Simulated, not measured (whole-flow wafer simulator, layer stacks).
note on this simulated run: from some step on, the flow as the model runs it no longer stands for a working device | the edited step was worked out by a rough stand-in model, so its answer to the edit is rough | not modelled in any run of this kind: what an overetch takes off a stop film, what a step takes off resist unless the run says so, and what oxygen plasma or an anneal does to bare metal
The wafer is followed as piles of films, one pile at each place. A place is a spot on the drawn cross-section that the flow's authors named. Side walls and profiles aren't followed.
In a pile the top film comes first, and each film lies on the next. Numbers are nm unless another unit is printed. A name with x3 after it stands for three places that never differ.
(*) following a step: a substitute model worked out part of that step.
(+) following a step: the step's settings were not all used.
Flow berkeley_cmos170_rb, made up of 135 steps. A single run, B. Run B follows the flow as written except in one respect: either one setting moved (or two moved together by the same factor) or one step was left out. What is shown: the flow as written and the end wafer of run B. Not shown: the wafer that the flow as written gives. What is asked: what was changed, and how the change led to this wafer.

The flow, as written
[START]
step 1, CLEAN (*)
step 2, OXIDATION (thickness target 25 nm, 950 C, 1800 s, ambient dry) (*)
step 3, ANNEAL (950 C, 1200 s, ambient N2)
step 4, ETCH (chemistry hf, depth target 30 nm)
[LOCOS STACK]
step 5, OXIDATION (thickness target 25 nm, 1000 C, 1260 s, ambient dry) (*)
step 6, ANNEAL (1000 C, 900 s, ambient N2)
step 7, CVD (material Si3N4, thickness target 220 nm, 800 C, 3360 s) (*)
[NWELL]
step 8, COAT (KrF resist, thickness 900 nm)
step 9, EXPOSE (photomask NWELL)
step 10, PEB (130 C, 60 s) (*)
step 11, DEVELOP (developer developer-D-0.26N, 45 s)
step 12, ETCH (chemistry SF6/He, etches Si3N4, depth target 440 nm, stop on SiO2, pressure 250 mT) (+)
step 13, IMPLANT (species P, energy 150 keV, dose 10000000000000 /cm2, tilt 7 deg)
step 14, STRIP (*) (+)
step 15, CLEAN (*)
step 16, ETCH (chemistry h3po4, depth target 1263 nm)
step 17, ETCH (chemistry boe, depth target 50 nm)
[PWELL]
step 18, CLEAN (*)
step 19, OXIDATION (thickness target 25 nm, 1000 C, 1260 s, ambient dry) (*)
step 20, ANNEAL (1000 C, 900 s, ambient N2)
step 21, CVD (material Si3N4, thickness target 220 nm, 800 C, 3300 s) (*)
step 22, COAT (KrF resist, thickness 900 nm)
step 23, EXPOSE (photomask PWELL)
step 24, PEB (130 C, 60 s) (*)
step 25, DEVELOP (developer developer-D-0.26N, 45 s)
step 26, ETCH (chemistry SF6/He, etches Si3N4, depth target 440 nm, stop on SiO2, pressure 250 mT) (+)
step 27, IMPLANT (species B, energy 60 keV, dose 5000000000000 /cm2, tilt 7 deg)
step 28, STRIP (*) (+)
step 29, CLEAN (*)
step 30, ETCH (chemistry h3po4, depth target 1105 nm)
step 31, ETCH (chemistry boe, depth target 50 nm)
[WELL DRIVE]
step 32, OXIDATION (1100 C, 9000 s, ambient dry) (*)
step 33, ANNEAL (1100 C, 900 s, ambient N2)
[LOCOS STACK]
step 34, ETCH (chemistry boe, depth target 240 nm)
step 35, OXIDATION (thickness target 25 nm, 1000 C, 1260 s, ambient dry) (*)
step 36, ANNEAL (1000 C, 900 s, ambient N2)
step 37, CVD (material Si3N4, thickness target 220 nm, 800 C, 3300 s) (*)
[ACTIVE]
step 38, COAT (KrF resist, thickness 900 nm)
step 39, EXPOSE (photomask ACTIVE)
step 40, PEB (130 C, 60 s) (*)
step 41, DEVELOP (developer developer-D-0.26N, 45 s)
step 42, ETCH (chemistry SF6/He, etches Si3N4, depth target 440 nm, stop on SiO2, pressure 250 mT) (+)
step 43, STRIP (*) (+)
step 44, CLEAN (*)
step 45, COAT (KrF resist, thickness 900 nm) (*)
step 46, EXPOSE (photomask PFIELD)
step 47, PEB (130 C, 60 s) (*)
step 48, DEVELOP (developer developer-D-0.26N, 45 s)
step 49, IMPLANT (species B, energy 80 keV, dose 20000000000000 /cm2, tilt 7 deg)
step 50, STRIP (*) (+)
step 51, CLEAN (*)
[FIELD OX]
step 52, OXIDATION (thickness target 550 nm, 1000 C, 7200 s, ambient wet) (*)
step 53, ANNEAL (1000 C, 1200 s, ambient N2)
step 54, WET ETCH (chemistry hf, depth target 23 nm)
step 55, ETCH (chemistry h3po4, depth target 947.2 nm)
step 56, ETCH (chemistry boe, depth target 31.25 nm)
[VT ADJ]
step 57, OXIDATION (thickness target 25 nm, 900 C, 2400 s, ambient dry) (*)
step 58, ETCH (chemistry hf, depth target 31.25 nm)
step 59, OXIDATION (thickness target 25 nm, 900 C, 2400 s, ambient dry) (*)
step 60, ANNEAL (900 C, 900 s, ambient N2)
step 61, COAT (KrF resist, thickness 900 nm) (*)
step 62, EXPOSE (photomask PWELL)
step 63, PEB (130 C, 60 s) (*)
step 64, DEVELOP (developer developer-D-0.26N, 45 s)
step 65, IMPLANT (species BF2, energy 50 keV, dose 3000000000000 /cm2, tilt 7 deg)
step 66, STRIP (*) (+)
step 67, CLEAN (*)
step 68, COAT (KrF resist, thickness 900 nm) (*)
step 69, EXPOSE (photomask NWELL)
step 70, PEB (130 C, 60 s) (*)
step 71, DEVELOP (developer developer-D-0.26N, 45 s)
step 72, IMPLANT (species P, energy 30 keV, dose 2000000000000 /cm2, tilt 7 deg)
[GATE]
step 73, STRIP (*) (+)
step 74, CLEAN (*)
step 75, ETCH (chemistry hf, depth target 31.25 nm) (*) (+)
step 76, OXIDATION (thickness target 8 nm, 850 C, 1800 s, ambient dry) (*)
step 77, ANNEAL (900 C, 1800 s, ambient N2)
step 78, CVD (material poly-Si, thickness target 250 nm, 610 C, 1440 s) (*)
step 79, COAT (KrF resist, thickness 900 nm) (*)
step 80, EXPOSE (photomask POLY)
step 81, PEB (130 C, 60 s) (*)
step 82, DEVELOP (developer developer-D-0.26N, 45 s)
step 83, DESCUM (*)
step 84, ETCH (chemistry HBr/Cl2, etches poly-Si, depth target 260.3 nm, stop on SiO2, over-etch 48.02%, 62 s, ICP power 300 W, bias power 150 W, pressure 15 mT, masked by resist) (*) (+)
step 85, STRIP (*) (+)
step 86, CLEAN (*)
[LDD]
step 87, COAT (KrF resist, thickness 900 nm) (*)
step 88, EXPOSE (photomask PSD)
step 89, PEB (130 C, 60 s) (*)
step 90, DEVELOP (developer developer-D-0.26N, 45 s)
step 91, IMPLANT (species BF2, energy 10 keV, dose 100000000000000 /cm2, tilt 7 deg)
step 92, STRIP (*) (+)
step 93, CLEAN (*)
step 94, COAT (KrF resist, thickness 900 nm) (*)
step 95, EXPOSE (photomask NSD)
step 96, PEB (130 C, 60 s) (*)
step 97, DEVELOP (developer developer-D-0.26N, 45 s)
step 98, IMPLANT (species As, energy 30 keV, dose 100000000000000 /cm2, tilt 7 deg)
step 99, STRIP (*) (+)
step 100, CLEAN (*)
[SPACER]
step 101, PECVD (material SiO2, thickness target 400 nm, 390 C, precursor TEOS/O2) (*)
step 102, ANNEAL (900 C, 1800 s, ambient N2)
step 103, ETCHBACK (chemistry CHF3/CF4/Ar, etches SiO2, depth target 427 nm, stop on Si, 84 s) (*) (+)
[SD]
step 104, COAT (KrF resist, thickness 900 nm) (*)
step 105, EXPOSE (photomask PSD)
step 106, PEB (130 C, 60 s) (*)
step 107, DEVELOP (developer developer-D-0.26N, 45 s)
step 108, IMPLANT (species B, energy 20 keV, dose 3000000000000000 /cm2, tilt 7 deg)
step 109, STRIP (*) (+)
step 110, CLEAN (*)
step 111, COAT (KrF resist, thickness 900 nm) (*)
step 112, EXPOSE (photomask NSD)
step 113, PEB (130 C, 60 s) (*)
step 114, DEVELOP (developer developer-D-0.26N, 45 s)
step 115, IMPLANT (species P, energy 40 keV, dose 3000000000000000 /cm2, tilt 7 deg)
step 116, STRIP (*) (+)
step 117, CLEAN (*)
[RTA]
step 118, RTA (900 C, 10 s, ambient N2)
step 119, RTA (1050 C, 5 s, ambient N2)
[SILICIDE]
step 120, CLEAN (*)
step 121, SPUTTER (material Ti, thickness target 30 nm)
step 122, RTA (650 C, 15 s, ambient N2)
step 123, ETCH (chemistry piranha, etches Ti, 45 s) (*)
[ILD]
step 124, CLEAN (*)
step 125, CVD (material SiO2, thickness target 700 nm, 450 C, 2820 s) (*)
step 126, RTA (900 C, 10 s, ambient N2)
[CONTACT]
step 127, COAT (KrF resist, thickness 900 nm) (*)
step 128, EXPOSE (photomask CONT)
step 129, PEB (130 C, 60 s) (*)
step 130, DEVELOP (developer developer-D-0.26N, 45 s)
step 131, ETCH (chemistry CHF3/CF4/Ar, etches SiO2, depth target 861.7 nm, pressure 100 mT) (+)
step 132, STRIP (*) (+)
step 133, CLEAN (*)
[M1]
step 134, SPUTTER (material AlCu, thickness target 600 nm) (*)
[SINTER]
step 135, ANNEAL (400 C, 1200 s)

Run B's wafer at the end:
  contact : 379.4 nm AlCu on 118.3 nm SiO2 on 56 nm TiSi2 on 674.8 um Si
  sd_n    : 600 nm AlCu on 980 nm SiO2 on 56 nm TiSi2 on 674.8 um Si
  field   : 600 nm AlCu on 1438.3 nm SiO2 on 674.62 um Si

What caused this: step 125, CVD: thickness target 980 nm was run, though the flow has thickness target 700 nm.
One can read it off the wafer: sd_n has SiO2 980, and step 125 as written asks for 700 nm.

Step by step, how the change led to this:
  step 125, CVD (material SiO2, thickness target 700 nm, 450 C, 2820 s) (*)
      sd_n, gate, sd_p, gate_p, contact, m1: SiO2 gains 980 (new film) (in the flow as written it would be: SiO2 gains 700 (new film))
      field, spacer_n, spacer_p: SiO2 gains 980 (in the flow as written it would be: SiO2 gains 700)
  step 131, ETCH (chemistry CHF3/CF4/Ar, etches SiO2, depth target 861.7 nm, pressure 100 mT) (+)
      contact: SiO2 loses 861.7 (in the flow as written it would be: SiO2 loses 700 (all of it), TiSi2 loses 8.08)
  step 134, SPUTTER (material AlCu, thickness target 600 nm) (*)
      contact: AlCu gains 379.4 (new film) (in the flow as written it would be: AlCu gains 415.1 (new film))
